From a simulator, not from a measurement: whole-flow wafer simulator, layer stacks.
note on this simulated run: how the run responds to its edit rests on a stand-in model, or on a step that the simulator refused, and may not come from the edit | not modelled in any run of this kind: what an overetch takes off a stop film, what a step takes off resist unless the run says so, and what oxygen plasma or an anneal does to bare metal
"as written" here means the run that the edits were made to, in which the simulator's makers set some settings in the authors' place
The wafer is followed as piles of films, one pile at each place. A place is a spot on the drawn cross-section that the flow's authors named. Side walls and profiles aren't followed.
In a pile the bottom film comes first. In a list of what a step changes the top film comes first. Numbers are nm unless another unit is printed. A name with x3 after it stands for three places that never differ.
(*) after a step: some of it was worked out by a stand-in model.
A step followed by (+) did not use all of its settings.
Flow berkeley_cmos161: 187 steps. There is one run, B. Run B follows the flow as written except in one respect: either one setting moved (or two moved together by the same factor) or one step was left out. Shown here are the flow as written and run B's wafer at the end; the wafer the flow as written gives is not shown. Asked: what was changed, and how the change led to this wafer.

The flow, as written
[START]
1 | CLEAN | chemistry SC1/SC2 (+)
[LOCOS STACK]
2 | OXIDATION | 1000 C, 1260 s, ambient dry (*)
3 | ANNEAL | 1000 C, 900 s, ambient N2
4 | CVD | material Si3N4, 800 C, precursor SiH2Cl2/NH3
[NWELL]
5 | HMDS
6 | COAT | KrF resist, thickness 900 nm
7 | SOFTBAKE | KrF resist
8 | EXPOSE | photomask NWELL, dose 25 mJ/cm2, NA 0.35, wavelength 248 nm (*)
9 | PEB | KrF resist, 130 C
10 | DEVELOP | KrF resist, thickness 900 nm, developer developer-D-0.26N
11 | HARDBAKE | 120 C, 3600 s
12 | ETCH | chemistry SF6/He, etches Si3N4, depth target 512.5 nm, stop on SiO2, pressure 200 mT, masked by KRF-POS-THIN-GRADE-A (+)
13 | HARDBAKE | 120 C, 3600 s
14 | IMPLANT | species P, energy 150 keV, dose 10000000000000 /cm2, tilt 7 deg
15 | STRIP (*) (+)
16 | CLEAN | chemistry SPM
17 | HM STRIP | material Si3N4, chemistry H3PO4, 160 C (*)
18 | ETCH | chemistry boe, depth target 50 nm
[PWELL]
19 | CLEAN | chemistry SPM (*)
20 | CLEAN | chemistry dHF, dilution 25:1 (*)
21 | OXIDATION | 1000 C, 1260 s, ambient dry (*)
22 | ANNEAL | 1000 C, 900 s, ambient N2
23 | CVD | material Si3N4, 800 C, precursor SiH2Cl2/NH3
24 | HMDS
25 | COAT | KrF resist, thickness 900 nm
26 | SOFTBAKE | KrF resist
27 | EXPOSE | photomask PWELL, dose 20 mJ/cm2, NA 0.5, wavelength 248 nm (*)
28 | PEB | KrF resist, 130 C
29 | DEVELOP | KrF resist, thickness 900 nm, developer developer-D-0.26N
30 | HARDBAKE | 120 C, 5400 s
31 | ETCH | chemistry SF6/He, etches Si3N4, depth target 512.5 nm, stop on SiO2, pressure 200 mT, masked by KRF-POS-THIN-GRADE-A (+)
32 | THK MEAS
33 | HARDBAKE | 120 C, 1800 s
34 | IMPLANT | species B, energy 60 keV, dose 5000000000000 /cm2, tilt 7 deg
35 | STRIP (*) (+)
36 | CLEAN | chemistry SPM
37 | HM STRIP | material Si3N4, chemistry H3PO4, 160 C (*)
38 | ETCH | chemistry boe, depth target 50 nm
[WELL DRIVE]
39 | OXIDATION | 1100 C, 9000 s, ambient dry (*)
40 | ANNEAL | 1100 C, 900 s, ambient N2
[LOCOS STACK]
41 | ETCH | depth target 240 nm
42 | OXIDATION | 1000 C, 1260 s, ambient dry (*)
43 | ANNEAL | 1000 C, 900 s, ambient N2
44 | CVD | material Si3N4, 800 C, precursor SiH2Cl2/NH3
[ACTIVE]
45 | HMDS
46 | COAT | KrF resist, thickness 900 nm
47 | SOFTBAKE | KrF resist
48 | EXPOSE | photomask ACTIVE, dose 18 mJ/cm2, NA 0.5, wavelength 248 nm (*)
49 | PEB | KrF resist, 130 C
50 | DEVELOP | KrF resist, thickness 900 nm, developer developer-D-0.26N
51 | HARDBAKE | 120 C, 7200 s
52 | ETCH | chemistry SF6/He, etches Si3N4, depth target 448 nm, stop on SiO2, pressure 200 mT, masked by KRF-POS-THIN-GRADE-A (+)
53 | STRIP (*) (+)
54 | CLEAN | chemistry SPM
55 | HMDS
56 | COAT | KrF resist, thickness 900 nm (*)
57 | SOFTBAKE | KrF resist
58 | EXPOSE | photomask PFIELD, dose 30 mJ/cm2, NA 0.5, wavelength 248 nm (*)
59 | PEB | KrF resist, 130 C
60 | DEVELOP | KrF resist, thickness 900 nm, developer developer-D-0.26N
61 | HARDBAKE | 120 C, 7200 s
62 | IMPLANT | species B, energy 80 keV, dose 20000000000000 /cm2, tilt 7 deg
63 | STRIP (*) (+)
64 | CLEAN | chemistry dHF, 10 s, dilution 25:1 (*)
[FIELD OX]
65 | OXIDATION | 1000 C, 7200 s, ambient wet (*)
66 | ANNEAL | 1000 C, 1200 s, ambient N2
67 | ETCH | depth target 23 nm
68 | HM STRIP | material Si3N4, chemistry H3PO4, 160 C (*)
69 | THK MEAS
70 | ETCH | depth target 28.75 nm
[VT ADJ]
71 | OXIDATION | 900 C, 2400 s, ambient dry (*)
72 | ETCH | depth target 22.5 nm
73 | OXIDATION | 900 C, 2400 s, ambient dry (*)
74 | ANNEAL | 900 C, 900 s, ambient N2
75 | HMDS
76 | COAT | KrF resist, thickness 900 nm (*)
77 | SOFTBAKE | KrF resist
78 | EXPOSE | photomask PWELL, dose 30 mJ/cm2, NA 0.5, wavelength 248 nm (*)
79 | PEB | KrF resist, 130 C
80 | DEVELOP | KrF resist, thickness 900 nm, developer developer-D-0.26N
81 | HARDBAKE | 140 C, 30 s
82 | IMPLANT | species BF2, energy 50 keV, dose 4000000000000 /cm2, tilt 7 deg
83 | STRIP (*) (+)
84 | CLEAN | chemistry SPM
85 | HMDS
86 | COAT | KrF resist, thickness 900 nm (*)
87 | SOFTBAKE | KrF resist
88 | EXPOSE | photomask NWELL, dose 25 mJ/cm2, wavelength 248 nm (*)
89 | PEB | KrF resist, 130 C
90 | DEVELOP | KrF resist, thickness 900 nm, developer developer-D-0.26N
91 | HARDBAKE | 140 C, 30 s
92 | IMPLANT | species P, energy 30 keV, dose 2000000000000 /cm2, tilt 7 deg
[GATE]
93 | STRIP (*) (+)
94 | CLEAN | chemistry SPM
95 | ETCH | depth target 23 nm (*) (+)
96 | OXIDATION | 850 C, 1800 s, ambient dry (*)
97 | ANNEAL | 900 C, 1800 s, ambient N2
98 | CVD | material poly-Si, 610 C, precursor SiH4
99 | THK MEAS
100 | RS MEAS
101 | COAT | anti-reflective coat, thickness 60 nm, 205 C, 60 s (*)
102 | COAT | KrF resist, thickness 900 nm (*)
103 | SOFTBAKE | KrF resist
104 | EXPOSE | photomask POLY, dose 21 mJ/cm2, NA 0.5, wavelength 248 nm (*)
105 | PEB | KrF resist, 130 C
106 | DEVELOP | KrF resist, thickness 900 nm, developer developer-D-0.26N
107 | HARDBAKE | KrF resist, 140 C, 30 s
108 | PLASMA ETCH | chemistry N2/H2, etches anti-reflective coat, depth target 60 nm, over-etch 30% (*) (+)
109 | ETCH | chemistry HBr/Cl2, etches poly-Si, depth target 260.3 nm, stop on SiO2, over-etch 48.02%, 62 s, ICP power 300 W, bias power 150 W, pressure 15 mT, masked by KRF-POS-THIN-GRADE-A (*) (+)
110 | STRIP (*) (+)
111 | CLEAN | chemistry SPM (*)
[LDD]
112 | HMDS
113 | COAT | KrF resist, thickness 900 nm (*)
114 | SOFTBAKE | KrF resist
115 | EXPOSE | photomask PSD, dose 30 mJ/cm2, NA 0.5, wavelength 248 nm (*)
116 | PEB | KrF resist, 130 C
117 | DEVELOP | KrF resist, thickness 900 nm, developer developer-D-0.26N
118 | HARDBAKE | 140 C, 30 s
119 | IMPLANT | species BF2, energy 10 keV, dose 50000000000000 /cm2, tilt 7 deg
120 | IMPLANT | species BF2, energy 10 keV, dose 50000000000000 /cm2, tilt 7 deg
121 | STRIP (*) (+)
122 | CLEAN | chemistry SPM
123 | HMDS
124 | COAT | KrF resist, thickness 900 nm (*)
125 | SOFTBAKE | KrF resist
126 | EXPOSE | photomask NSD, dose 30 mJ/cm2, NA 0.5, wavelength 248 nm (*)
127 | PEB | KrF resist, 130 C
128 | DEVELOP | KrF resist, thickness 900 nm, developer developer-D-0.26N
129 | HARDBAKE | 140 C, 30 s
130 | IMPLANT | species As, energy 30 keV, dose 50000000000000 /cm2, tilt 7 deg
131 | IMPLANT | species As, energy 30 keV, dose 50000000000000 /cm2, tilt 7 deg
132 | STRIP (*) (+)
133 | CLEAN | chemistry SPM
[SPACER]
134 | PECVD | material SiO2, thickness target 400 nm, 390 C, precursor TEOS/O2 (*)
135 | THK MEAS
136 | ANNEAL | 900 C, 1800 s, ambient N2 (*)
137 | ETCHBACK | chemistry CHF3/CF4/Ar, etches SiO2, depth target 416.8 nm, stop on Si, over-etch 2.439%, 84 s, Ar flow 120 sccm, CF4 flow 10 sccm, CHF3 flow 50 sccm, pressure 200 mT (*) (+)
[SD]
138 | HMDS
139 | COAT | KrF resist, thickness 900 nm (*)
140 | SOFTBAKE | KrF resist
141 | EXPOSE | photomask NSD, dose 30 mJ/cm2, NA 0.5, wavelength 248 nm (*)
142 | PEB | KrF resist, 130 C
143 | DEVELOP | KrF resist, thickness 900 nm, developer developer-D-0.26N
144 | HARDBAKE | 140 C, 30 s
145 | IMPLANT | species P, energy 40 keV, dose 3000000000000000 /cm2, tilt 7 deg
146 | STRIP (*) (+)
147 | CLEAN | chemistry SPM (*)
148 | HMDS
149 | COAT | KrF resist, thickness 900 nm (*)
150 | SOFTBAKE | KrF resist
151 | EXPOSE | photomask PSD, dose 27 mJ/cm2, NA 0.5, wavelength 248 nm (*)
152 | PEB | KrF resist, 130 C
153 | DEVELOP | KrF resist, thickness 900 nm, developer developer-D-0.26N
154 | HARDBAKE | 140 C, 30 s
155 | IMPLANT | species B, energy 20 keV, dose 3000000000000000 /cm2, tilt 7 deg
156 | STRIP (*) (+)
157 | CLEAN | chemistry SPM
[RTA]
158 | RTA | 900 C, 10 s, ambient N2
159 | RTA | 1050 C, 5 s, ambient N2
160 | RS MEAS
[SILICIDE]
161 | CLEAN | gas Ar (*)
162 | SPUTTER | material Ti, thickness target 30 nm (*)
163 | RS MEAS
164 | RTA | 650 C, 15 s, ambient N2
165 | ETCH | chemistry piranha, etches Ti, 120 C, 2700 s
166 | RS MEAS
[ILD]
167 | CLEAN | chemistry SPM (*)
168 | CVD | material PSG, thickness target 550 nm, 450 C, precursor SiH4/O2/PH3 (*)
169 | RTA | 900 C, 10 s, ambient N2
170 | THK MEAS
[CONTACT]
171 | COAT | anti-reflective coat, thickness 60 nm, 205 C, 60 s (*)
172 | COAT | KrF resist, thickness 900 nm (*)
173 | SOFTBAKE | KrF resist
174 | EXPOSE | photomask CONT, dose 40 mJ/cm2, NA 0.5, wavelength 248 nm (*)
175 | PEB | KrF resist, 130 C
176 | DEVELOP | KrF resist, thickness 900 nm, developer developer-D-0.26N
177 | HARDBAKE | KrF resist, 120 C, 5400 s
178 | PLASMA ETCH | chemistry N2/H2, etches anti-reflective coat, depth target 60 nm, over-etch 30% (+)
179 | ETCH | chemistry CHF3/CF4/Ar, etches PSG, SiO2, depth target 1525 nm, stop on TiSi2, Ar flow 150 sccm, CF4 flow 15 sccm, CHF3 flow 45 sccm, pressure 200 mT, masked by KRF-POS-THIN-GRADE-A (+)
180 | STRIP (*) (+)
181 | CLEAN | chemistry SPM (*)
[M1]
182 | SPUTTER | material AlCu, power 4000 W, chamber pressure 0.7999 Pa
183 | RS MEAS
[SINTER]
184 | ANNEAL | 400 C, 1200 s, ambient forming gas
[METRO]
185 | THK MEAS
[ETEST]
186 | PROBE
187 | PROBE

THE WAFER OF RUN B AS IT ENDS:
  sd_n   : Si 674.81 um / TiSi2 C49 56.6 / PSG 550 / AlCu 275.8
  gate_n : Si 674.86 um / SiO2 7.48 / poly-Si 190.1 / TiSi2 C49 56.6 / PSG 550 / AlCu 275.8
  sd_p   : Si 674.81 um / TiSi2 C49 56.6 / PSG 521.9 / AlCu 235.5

The reason: step 169, RTA: 720 C was run, though the flow has 900 C.

Step by step, how the change led to this:
  169 | RTA | 900 C, 10 s, ambient N2
      sd_n, sd_p, contact, m1: under 1 film: -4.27 TiSi first (all of it), +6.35 TiSi2 C49, -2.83 Si (in the flow as written it would be: under 1 film: +53.3 TiSi2 (new film), -4.27 TiSi first (all of it), -50.3 TiSi2 C49 (all of it), -2.83 Si)
      gate_n, gate_p: under 1 film: -4.27 TiSi first (all of it), +6.35 TiSi2 C49, -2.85 poly-Si (in the flow as written it would be: under 1 film: +53.3 TiSi2 (new film), -4.27 TiSi first (all of it), -50.3 TiSi2 C49 (all of it), -2.85 poly-Si)
  171 | COAT | anti-reflective coat, thickness 60 nm, 205 C, 60 s (*)
      gate_n: +45 anti-reflective coat (new film) (in the flow as written it would be: +46.1 anti-reflective coat (new film))
      spacer_p: +41.8 anti-reflective coat (new film) (in the flow as written it would be: +40.7 anti-reflective coat (new film))
      (also at 1 further place)
  179 | ETCH | chemistry CHF3/CF4/Ar, etches PSG, SiO2, depth target 1525 nm, stop on TiSi2, Ar flow 150 sccm, CF4 flow 15 sccm, CHF3 flow 45 sccm, pressure 200 mT, masked by KRF-POS-THIN-GRADE-A (+)
      contact: -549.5 PSG (all of it) (in the flow as written it would be: -549.5 PSG (all of it), -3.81 TiSi2)
  180 | STRIP (*) (+)
      gate_n: -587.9 KrF resist (all of it), -45 anti-reflective coat (all of it) (in the flow as written it would be: -589.4 KrF resist (all of it), -46.1 anti-reflective coat (all of it))
      spacer_p: -605.5 KrF resist (all of it), -41.8 anti-reflective coat (all of it) (in the flow as written it would be: -605.1 KrF resist (all of it), -40.7 anti-reflective coat (all of it))
      (also at 1 further place)
